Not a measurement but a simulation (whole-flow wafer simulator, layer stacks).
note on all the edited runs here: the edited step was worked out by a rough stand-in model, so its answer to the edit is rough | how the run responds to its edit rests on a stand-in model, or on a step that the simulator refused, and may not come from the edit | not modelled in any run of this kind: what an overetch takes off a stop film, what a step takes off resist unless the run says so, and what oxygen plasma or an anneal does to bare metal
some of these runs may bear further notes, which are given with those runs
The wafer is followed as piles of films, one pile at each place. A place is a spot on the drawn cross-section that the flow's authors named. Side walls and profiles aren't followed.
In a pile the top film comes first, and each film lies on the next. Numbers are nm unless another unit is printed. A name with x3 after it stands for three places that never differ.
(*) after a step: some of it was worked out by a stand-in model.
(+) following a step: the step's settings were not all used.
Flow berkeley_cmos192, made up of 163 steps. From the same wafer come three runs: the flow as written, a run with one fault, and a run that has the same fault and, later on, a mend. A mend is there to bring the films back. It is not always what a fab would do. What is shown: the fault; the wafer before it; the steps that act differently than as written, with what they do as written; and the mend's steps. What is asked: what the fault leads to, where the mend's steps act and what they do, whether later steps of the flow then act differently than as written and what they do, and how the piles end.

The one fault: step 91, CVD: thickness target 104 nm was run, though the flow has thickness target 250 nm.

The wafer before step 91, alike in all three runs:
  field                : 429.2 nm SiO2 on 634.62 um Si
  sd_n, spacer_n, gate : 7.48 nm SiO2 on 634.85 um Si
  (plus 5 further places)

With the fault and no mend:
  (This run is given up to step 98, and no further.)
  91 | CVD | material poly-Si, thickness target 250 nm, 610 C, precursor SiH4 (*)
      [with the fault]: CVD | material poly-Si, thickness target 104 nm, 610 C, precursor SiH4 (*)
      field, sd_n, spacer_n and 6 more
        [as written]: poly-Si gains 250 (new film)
        [with the fault]: poly-Si gains 104 (new film)
  Later steps of the flow acting differently than as written (not shown: 3 more steps that differ only slightly, by at most 2% or 0.5 nm, whichever is larger):
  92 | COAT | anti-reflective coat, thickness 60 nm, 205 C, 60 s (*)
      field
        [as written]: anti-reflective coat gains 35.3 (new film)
        [with the fault]: anti-reflective coat gains 33.8 (new film)
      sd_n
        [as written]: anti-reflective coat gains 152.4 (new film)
        [with the fault]: anti-reflective coat gains 144.2 (new film)
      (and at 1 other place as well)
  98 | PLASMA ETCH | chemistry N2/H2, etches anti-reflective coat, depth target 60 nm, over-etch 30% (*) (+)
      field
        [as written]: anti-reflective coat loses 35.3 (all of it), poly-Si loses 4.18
        [with the fault]: anti-reflective coat loses 33.8 (all of it), poly-Si loses 3.94
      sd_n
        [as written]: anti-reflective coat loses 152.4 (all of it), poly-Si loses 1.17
        [with the fault]: anti-reflective coat loses 144.2 (all of it), poly-Si loses 1.11
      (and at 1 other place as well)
  The piles after step 98 differ from the flow's at field, sd_n, spacer_n and 6 more by more than 2% or 0.5 nm, whichever is larger.
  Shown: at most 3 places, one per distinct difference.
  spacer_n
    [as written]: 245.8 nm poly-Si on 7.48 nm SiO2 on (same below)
    [with the fault]: 100 nm poly-Si on 7.48 nm SiO2 on (same below)
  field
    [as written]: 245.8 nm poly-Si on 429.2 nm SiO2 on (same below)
    [with the fault]: 100.1 nm poly-Si on 429.2 nm SiO2 on (same below)
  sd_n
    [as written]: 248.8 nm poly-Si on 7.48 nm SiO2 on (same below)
    [with the fault]: 102.9 nm poly-Si on 7.48 nm SiO2 on (same below)

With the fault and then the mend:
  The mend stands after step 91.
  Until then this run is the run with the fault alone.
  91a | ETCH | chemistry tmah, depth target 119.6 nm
      field, sd_n, spacer_n and 6 more
        poly-Si loses 104 (all of it)
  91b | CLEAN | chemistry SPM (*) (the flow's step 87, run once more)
      leaves every film unchanged at each place that is followed
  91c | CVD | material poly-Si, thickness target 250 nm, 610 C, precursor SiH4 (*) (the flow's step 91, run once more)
      field, sd_n, spacer_n and 6 more
        poly-Si gains 250 (new film)
  Every later step of the flow that is run acts as written, at every place that is followed, to within 2% or 0.5 nm, whichever is larger.
  By the end, the piles equal the flow's at every place that both follow.
